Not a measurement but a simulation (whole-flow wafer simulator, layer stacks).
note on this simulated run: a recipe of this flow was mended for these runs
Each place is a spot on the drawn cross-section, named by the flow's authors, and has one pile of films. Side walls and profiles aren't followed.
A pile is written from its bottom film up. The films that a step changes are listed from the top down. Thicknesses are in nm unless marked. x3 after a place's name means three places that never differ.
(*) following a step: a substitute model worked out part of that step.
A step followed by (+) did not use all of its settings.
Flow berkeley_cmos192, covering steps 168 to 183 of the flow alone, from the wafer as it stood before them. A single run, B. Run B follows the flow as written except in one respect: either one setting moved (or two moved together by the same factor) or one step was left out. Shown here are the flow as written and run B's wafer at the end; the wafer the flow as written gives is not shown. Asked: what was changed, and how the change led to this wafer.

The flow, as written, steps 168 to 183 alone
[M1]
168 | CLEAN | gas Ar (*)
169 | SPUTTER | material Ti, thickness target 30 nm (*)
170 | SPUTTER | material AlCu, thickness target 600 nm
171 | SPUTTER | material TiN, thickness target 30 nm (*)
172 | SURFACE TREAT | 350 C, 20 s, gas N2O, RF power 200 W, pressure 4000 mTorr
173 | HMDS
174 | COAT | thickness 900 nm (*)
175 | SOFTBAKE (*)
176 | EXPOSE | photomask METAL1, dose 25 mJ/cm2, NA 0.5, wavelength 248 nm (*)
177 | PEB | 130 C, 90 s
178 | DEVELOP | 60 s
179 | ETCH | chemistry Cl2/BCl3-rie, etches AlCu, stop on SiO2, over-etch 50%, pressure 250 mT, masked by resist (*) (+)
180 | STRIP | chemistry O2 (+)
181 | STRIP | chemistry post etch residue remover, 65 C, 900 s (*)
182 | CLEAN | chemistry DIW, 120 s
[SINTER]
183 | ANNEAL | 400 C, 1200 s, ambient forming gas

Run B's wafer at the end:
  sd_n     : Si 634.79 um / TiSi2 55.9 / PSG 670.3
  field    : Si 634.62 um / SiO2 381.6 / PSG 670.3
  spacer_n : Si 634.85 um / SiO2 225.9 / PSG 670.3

The reason: step 179, ETCH: over-etch 29.4% was run, whereas the flow has over-etch 50%.

How this came from the change, step by step:
  179 | ETCH | chemistry Cl2/BCl3-rie, etches AlCu, stop on SiO2, over-etch 50%, pressure 250 mT, masked by resist (*) (+)
      field, sd_n, spacer_n, gate, spacer_p, gate_p: -30 TiN (all of it), -600 AlCu (all of it), -30 Ti (all of it), -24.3 PSG (in the flow as written it would be: -30 TiN (all of it), -600 AlCu (all of it), -30 Ti (all of it), -41.2 PSG)
      contact, m1: -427 KrF-resist (in the flow as written it would be: -495 KrF-resist)
      (as well as at 1 more place)
  180 | STRIP | chemistry O2 (+)
      contact: -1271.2 KrF-resist (all of it) (in the flow as written it would be: -1203.2 KrF-resist (all of it))
      m1: -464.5 KrF-resist (all of it) (in the flow as written it would be: -396.5 KrF-resist (all of it))
